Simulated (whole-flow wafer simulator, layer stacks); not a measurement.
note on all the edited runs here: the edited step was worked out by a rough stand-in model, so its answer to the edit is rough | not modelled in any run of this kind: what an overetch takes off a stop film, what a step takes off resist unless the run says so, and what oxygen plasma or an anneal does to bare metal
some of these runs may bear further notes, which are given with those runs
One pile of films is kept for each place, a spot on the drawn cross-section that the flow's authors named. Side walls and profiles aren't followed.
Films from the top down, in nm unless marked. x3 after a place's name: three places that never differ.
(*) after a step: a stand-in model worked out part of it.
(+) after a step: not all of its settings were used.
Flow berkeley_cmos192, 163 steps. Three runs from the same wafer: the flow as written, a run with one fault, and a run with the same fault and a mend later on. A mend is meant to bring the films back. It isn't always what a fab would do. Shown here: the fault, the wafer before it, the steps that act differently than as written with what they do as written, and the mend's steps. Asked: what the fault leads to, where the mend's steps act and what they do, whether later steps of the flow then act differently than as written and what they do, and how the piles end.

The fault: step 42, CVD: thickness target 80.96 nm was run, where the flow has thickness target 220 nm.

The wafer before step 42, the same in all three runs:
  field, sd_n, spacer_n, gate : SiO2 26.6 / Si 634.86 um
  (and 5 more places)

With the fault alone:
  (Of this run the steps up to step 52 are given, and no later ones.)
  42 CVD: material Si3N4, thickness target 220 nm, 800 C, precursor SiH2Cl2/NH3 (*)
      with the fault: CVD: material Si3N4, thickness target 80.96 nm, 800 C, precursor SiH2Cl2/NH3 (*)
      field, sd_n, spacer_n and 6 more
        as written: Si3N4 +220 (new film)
        with the fault: Si3N4 +81 (new film)
  Later steps of the flow that act differently than as written:
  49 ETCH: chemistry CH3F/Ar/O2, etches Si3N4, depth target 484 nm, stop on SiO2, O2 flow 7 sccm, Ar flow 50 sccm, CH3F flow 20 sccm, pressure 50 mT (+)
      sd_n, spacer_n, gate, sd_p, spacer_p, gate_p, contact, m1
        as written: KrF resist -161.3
        with the fault: KrF resist -68.6
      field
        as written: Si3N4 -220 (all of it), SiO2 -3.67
        with the fault: Si3N4 -81 (all of it), SiO2 -3.67
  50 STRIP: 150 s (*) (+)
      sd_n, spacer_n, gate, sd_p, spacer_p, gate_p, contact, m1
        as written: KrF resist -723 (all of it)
        with the fault: KrF resist -815.7 (all of it)
  After step 52 the piles differ from the flow's by more than 2% or 0.5 nm, whichever is larger, at sd_n, spacer_n, gate, sd_p, spacer_p, gate_p, contact, m1.
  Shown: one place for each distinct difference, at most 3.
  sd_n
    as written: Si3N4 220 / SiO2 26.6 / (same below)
    with the fault: Si3N4 81 / SiO2 26.6 / (same below)

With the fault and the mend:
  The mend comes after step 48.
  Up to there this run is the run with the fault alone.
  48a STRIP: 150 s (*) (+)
      sd_n, spacer_n, gate, sd_p, spacer_p, gate_p, contact, m1
        KrF resist -884.4 (all of it)
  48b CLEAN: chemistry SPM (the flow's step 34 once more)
      changes no film at any place that is followed
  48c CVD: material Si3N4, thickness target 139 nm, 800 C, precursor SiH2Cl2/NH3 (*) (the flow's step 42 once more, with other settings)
      field, sd_n, spacer_n and 6 more
        Si3N4 +139
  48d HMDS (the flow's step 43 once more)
      changes no film at any place that is followed
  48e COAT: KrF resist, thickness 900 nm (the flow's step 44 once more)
      field, sd_n, spacer_n and 6 more
        KrF resist +900 (new film)
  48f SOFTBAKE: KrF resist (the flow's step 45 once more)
      changes no film at any place that is followed
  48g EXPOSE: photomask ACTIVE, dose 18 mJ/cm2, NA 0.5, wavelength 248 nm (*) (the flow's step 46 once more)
      changes no film at any place that is followed
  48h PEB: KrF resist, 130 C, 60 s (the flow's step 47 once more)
      field, sd_n, spacer_n and 6 more
        KrF resist -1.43
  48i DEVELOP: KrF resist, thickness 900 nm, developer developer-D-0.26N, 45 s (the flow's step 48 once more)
      sd_n, spacer_n, gate, sd_p, spacer_p, gate_p, contact, m1
        KrF resist -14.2
      field
        KrF resist -898.6 (all of it)
  No later step of the flow acts differently than as written, at any place that is followed, by more than 2% or 0.5 nm, whichever is larger.
  At the end the piles are the same as the flow's at every place that both follow.
